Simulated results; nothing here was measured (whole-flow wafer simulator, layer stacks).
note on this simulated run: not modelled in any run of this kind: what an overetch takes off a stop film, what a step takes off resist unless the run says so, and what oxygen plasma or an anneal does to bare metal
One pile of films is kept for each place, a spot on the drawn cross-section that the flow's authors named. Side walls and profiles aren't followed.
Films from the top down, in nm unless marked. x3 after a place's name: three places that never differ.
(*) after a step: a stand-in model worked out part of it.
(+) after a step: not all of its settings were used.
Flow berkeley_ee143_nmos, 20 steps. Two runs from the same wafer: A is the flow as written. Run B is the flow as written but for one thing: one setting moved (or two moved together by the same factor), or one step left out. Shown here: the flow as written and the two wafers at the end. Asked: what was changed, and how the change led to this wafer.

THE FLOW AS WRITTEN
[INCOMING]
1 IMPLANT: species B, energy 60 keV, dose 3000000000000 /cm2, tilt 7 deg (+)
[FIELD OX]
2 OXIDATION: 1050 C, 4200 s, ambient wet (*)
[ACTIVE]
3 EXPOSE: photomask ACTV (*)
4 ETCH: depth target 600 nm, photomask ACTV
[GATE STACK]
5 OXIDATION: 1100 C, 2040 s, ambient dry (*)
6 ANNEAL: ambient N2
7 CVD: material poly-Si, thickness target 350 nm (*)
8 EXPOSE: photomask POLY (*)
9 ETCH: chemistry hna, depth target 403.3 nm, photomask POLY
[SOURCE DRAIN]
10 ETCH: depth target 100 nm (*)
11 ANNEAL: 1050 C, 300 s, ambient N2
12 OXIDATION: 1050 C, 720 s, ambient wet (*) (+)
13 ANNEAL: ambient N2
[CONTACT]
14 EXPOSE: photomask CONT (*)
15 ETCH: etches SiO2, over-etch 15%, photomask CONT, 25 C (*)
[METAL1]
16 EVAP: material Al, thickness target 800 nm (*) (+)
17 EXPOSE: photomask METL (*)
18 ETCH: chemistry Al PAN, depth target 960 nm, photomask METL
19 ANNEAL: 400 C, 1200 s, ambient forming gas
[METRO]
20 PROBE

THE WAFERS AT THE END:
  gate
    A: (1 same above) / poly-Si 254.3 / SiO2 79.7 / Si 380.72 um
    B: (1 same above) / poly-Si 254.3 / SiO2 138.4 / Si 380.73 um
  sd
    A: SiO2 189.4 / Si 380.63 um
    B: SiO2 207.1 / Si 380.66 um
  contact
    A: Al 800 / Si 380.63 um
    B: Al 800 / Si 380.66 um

The cause: step 4, ETCH: depth target 466 nm was run, where the flow has depth target 600 nm.

How the change led to this, step by step:
  4 ETCH: depth target 600 nm, photomask ACTV
      gate, sd, contact: A SiO2 -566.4 (all of it) | B SiO2 -466
  5 OXIDATION: 1100 C, 2040 s, ambient dry (*)
      gate, sd, contact: A SiO2 +79.7 (new film), Si -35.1 | B SiO2 +38, Si -16.7
  10 ETCH: depth target 100 nm (*)
      sd, contact: A SiO2 -79.7 (all of it) | B SiO2 -100
  12 OXIDATION: 1050 C, 720 s, ambient wet (*) (+)
      sd, contact: A SiO2 +189.4 (new film), Si -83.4 | B SiO2 +168.7, Si -74.2
  15 ETCH: etches SiO2, over-etch 15%, photomask CONT, 25 C (*)
      contact: A SiO2 -189.4 (all of it) | B SiO2 -207.1 (all of it)
